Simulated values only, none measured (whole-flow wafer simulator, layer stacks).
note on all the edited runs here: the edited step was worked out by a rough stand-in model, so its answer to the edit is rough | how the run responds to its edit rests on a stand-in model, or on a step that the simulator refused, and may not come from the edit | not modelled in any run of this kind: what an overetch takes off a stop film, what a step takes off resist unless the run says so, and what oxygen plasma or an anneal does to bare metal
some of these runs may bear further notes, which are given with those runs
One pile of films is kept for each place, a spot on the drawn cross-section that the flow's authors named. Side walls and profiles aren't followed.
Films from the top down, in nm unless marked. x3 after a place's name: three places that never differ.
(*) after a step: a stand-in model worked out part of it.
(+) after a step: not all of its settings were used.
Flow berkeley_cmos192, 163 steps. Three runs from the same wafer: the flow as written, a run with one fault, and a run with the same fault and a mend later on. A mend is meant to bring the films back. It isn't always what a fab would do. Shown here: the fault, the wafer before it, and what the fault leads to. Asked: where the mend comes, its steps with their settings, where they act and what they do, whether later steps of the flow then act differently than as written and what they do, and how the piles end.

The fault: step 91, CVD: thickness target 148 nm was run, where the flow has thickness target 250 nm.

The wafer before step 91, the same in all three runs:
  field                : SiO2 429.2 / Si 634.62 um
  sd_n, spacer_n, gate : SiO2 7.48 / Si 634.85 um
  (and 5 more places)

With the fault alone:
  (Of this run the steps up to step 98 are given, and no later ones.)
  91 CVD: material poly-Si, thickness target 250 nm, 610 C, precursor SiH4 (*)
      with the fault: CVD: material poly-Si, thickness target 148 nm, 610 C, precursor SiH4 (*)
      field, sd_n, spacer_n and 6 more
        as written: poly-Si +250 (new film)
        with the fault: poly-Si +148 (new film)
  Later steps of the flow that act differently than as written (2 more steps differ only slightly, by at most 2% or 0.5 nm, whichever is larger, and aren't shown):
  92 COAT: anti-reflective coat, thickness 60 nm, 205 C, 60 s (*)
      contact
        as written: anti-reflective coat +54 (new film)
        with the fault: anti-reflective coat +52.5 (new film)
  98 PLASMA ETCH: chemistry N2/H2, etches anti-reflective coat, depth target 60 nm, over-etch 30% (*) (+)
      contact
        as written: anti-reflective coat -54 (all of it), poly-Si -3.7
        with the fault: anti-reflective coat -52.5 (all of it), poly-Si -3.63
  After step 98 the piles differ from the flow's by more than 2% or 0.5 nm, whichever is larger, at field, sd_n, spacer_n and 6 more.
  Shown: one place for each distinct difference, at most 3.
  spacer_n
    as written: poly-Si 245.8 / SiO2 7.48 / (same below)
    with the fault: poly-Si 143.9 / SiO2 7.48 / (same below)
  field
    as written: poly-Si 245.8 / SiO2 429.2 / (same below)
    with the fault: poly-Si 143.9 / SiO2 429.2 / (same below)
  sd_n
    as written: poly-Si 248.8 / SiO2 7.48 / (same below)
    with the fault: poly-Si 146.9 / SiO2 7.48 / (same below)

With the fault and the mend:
  The mend comes after step 91.
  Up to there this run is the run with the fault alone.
  91a ETCH: chemistry tmah, depth target 170.2 nm
      field, sd_n, spacer_n and 6 more
        poly-Si -148 (all of it)
  91b CLEAN: chemistry SPM (*) (the flow's step 87 once more)
      changes no film at any place that is followed
  91c CVD: material poly-Si, thickness target 250 nm, 610 C, precursor SiH4 (*) (the flow's step 91 once more)
      field, sd_n, spacer_n and 6 more
        poly-Si +250 (new film)
  No later step of the flow acts differently than as written, at any place that is followed, by more than 2% or 0.5 nm, whichever is larger.
  At the end the piles are the same as the flow's at every place that both follow.
